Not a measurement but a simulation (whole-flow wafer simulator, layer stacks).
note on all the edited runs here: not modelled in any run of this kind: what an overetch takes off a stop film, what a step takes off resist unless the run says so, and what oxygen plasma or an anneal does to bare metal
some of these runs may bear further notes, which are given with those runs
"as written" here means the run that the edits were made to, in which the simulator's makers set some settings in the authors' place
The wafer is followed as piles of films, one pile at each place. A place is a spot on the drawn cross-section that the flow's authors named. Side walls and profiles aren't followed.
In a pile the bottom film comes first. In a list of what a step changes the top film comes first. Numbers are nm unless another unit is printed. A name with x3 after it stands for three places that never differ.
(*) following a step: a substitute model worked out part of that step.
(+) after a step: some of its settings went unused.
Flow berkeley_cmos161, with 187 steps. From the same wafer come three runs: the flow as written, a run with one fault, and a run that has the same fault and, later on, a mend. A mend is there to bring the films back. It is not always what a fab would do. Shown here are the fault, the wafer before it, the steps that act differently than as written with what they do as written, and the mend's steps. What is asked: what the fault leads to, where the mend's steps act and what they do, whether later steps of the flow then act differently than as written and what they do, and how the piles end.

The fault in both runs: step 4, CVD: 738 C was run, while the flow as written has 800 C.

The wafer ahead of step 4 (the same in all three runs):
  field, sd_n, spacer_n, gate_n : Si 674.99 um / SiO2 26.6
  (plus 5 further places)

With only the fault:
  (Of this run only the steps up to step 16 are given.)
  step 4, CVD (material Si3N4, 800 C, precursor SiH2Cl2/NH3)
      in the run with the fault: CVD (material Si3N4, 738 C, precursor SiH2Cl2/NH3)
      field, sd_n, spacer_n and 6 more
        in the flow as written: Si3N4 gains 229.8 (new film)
        in the run with the fault: Si3N4 gains 96.2 (new film)
  Steps further on in the flow that do not act as written (not shown: 1 more step that differs only slightly, by at most 2% or 0.5 nm, whichever is larger):
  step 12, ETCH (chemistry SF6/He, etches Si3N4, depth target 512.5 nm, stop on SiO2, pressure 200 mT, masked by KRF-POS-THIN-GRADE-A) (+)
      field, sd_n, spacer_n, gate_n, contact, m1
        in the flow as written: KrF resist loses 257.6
        in the run with the fault: KrF resist loses 112.4
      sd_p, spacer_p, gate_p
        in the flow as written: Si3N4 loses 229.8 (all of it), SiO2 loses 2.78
        in the run with the fault: Si3N4 loses 96.2 (all of it), SiO2 loses 2.78
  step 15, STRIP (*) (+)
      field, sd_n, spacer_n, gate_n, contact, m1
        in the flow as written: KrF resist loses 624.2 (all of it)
        in the run with the fault: KrF resist loses 769.3 (all of it)
  The piles after step 16 differ from the flow's at field, sd_n, spacer_n, gate_n, contact, m1 by more than 2% or 0.5 nm, whichever is larger.
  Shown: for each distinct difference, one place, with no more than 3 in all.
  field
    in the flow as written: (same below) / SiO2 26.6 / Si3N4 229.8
    in the run with the fault: (same below) / SiO2 26.6 / Si3N4 96.2

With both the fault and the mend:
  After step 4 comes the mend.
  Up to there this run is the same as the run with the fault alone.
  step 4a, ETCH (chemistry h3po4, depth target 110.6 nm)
      field, sd_n, spacer_n and 6 more
        Si3N4 loses 96.2 (all of it)
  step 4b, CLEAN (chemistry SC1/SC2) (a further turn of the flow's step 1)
      does not change any film at any place that is followed
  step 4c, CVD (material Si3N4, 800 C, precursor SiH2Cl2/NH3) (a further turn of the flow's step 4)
      field, sd_n, spacer_n and 6 more
        Si3N4 gains 229.8 (new film)
  Every later step of the flow that is run acts as written at every place that is followed.
  At every place that both follow, the piles at the end match the flow's.
